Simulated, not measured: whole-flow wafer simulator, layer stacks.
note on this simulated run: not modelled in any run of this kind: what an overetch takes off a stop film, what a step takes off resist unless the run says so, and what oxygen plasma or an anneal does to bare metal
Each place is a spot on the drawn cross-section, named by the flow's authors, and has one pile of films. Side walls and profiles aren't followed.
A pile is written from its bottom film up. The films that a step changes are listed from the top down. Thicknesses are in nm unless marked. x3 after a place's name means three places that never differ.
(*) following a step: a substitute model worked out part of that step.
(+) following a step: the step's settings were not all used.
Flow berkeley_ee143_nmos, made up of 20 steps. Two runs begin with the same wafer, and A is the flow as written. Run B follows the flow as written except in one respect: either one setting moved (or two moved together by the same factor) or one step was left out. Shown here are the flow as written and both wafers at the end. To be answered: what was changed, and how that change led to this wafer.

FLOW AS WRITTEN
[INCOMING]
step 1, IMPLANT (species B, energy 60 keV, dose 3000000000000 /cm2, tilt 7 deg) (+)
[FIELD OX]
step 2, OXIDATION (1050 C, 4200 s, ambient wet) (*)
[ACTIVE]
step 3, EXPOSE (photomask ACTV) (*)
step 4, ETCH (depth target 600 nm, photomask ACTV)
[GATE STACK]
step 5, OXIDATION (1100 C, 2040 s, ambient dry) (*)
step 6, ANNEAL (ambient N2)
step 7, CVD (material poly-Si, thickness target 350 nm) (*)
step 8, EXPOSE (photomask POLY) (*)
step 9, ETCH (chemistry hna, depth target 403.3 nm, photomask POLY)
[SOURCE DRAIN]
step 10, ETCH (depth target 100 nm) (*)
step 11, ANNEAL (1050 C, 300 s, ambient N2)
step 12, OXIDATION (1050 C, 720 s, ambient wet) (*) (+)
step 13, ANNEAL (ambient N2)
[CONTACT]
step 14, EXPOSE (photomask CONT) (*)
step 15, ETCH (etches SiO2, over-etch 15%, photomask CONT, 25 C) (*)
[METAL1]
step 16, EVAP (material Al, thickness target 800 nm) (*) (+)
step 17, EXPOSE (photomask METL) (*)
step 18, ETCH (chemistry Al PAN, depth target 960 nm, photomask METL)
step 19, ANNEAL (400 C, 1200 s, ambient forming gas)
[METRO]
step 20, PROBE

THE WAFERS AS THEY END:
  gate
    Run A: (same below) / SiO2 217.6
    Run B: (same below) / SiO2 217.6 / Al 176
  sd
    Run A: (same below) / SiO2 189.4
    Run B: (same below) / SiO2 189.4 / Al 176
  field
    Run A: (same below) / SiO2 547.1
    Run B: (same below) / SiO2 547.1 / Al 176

Cause: step 18, ETCH: depth target 624 nm was run, though the flow has depth target 960 nm.

Step by step, how the change led to this:
  step 18, ETCH (chemistry Al PAN, depth target 960 nm, photomask METL)
      gate, sd, field: A Al loses 800 (all of it) | B Al loses 624
Taking metal films that touch as one body, gate has 1 body; the flow as written gives 0 bodies.
Taking metal films that touch as one body, sd has 1 body; the flow as written gives 0 bodies.
Taking metal films that touch as one body, field has 1 body; the flow as written gives 0 bodies.
